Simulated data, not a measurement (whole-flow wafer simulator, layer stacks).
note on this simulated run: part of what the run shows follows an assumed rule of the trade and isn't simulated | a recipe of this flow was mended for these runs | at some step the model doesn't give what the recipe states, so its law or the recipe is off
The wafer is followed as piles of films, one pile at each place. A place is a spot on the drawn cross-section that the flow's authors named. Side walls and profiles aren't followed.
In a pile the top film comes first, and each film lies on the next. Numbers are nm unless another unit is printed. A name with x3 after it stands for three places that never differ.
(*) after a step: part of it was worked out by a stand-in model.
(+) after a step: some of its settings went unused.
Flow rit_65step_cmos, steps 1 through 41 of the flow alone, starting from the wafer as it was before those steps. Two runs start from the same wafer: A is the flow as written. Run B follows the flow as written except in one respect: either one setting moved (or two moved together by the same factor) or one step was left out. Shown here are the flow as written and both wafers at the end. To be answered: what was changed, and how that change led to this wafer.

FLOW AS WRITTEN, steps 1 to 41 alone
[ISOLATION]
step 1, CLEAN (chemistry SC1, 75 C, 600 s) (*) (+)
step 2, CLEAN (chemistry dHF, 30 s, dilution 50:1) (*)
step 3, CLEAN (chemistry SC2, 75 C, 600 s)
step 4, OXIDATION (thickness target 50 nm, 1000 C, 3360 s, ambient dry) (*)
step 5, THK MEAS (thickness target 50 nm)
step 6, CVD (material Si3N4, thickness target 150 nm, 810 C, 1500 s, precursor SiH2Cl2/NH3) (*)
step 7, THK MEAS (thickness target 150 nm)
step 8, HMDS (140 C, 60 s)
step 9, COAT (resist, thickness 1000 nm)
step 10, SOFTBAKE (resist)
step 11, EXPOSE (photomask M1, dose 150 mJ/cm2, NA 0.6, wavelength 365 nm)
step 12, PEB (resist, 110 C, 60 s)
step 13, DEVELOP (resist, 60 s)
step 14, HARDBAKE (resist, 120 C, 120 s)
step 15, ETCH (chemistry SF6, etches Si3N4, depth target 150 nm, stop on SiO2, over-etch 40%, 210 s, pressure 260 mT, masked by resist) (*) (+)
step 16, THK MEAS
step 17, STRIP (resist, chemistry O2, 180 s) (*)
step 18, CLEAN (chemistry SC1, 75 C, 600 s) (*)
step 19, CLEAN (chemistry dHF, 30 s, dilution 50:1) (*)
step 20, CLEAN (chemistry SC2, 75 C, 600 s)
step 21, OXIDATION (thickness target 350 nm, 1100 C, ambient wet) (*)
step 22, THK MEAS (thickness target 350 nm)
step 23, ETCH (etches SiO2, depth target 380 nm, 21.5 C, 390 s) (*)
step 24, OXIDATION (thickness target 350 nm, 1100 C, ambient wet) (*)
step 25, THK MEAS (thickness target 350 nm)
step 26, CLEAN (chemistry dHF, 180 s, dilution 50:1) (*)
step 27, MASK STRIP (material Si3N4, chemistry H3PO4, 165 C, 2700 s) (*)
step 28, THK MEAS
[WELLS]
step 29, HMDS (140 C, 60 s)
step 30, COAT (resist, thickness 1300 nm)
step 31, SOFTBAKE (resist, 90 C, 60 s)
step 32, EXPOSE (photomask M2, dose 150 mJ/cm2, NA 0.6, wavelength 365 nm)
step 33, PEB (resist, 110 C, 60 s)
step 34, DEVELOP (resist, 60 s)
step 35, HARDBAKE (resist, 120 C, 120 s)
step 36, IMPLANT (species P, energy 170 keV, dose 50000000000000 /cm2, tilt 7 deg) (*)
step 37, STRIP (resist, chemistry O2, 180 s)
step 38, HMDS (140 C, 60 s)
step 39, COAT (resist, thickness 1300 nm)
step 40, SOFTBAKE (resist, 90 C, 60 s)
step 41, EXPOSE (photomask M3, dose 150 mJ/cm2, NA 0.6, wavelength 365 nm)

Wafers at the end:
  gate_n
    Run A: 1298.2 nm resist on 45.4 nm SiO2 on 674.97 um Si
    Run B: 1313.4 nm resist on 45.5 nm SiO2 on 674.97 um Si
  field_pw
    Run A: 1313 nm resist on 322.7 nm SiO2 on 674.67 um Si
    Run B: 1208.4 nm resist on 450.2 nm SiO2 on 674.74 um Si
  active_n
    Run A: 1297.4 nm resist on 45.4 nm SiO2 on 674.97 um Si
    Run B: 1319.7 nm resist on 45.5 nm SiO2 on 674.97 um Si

Cause: step 23, ETCH: depth target 76 nm was run, whereas the flow has depth target 380 nm; step 23, ETCH: 78 s was run, where the flow has 390 s.

The path from the change to this, step by step:
  step 23, ETCH (etches SiO2, depth target 380 nm, 21.5 C, 390 s) (*)
      field, field_p: A SiO2 loses 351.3 (all of it), Si loses 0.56 | B SiO2 loses 76.2
      field_pw, field_nw: A SiO2 loses 355.4 (all of it), Si loses 0.49 | B SiO2 loses 76.2
      (also at 10 further places)
  step 24, OXIDATION (thickness target 350 nm, 1100 C, ambient wet) (*)
      field, field_p: A SiO2 gains 350 (new film), Si loses 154 | B SiO2 gains 199.8, Si loses 87.9
      field_pw, field_nw: A SiO2 gains 350 (new film), Si loses 154 | B SiO2 gains 198.4, Si loses 87.3
  step 27, MASK STRIP (material Si3N4, chemistry H3PO4, 165 C, 2700 s) (*)
      active_n, active_p, gate_n and 7 more: A Si3N4 loses 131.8 (all of it), SiO2 loses 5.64 | B Si3N4 loses 134.9 (all of it), SiO2 loses 5.52
  step 30, COAT (resist, thickness 1300 nm)
      field_pw, field_nw: A resist gains 1313 (new film) | B resist gains 1208.4 (new film)
      field: A resist gains 1315.7 (new film) | B resist gains 1176.9 (new film)
      (also at 1 further place)
  step 33, PEB (resist, 110 C, 60 s)
      field, field_p: A resist loses 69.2 | B resist loses 61.6
      field_pw, field_nw: A resist loses 69.1 | B resist loses 63.3
  step 34, DEVELOP (resist, 60 s)
      field_nw: A resist loses 1243.9 (all of it) | B resist loses 1145.1 (all of it)
      field_p: A resist loses 1246.5 (all of it) | B resist loses 1115.7 (all of it)
  step 35, HARDBAKE (resist, 120 C, 120 s)
      field: A resist loses 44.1 | B resist loses 39
      field_pw: A resist loses 44 | B resist loses 40.2
  step 37, STRIP (resist, chemistry O2, 180 s)
      field: A resist loses 1202.4 (all of it) | B resist loses 1076.2 (all of it)
      field_pw: A resist loses 1199.9 (all of it) | B resist loses 1104.9 (all of it)
  step 39, COAT (resist, thickness 1300 nm)
      field_pw, field_nw: A resist gains 1313 (new film) | B resist gains 1208.4 (new film)
      field: A resist gains 1315.7 (new film) | B resist gains 1176.9 (new film)
      (also at 1 further place)
